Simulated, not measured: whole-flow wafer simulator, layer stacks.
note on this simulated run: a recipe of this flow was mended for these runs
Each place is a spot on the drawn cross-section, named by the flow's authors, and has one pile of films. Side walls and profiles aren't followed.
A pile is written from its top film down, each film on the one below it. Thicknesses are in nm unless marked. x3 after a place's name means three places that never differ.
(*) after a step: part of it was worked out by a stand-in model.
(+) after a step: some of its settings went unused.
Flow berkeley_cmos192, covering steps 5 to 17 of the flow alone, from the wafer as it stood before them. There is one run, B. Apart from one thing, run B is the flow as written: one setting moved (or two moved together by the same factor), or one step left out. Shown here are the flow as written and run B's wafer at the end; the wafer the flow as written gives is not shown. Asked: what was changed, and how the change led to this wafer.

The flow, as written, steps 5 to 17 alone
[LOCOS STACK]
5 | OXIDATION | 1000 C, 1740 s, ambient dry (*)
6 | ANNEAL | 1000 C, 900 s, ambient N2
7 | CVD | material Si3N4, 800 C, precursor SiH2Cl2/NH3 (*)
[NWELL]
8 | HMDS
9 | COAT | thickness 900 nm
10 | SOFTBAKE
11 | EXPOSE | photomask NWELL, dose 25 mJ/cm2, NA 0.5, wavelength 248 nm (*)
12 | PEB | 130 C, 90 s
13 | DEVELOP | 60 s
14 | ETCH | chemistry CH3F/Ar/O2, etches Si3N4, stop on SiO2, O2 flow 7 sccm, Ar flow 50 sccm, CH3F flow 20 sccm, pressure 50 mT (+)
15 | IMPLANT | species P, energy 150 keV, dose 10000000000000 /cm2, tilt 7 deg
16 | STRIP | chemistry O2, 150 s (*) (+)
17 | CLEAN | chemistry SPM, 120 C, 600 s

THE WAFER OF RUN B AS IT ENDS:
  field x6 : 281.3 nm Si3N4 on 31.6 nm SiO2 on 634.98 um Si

The reason: step 7, CVD: 820 C was run, though the flow has 800 C.

How this came from the change, step by step:
  7 | CVD | material Si3N4, 800 C, precursor SiH2Cl2/NH3 (*)
      field x6, sd_p x3: Si3N4 gains 281.3 (new film) (in the flow as written it would be: Si3N4 gains 220 (new film))
  14 | ETCH | chemistry CH3F/Ar/O2, etches Si3N4, stop on SiO2, O2 flow 7 sccm, Ar flow 50 sccm, CH3F flow 20 sccm, pressure 50 mT (+)
      field x6: KrF-resist loses 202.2 (in the flow as written it would be: KrF-resist loses 161.3)
      sd_p x3: Si3N4 loses 281.3 (all of it), SiO2 loses 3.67 (in the flow as written it would be: Si3N4 loses 220 (all of it), SiO2 loses 3.67)
  16 | STRIP | chemistry O2, 150 s (*) (+)
      field x6: KrF-resist loses 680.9 (all of it) (in the flow as written it would be: KrF-resist loses 721.7 (all of it))
